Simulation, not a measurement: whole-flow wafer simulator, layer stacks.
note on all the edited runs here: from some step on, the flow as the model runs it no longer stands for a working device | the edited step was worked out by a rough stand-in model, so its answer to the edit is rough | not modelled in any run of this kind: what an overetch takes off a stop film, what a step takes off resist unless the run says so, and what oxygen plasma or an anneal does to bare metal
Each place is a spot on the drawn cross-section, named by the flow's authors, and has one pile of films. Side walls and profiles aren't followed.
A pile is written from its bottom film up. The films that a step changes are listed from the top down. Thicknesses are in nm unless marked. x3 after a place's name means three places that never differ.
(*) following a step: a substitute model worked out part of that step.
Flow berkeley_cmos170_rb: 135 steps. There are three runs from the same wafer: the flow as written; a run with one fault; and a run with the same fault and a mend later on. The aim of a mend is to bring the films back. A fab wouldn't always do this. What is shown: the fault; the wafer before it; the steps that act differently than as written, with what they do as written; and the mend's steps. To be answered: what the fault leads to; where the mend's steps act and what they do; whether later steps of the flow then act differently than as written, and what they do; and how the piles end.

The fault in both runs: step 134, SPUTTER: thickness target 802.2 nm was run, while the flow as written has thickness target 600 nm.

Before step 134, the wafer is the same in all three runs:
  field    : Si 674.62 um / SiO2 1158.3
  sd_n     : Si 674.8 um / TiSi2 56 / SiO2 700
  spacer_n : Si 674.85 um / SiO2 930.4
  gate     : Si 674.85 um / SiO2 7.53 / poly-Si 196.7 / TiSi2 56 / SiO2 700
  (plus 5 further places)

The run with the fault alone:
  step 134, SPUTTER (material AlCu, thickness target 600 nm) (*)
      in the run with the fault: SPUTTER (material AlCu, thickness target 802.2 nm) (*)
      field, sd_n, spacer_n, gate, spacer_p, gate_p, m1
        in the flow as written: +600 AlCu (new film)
        in the run with the fault: +802.2 AlCu (new film)
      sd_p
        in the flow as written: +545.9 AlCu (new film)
        in the run with the fault: +740.2 AlCu (new film)
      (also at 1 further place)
  Later steps of the flow that are run all act as written at every place that is followed.
  The piles end different from the flow's at field, sd_n, spacer_n and 6 more by more than 2% or 0.5 nm, whichever is larger.
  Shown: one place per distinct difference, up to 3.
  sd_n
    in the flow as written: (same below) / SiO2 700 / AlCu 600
    in the run with the fault: (same below) / SiO2 700 / AlCu 802.2
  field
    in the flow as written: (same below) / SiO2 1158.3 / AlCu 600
    in the run with the fault: (same below) / SiO2 1158.3 / AlCu 802.2
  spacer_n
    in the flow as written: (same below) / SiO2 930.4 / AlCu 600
    in the run with the fault: (same below) / SiO2 930.4 / AlCu 802.2

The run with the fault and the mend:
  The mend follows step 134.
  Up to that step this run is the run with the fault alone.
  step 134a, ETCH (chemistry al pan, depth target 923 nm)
      field, sd_n, spacer_n, gate, spacer_p, gate_p, m1
        -802.2 AlCu (all of it)
      sd_p
        -740.2 AlCu (all of it)
      contact
        -546.1 AlCu (all of it)
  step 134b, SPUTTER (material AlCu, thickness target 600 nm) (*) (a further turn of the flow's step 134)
      field, sd_n, spacer_n, gate, spacer_p, gate_p, m1
        +600 AlCu (new film)
      sd_p
        +545.9 AlCu (new film)
      contact
        +415.1 AlCu (new film)
  Later steps of the flow that are run all act as written at every place that is followed.
  The piles end the same as the flow's at every place that both follow.
